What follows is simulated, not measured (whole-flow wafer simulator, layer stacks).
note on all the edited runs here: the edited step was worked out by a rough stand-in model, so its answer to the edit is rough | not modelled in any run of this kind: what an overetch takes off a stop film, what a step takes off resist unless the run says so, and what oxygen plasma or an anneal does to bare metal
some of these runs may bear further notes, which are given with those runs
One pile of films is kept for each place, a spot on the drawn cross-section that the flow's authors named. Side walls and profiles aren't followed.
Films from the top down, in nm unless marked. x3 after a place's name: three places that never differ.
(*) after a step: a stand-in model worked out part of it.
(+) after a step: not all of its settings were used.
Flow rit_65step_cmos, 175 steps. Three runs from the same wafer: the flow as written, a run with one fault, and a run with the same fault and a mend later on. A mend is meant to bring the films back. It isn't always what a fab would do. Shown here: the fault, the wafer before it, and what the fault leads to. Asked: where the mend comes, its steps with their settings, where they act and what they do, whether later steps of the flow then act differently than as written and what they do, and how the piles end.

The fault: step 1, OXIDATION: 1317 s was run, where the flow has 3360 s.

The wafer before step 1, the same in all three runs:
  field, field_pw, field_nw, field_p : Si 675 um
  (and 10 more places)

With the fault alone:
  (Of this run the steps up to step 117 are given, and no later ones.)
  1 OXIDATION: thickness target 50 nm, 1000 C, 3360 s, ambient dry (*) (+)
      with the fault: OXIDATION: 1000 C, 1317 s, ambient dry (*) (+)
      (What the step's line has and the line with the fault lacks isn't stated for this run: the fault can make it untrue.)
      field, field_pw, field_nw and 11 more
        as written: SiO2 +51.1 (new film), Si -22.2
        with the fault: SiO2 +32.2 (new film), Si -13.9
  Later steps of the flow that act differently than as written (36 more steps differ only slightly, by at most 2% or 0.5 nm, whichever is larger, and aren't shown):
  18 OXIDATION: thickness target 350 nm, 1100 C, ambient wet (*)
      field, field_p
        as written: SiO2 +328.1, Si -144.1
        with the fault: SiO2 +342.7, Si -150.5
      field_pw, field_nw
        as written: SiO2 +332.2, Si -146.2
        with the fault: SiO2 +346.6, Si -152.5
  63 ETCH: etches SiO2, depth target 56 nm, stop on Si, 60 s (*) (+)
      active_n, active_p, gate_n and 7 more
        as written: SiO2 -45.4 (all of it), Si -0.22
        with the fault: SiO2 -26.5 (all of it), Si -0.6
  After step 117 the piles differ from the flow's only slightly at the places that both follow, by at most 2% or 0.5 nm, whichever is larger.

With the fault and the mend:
  The mend comes after step 2.
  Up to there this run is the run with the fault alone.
  2a ETCH: depth target 37 nm, 21.5 C, 41 s
      field, field_pw, field_nw and 11 more
        SiO2 -32.2 (all of it)
  2b CLEAN: chemistry SC2, 75 C, 600 s
      field, field_pw, field_nw and 11 more
        chemical SiO2 +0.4 (new film), Si -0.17
  2c OXIDATION: 1000 C, 3360 s, ambient dry (*) (the flow's step 1 once more, with other settings)
      field, field_pw, field_nw and 11 more
        SiO2 +51 (new film), chemical SiO2 -0.4 (all of it), Si -22.3
  Later steps of the flow that act differently than as written (17 more steps differ only slightly, by at most 2% or 0.5 nm, whichever is larger, and aren't shown):
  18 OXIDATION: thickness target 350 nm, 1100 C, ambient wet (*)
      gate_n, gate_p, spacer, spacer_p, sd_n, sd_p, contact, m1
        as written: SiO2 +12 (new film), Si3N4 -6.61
        with the mend: SiO2 +12 (new film), Si3N4 -6.61, SiO2 +0.03
  At the end the piles differ from the flow's only slightly at the places that both follow, by at most 2% or 0.5 nm, whichever is larger.
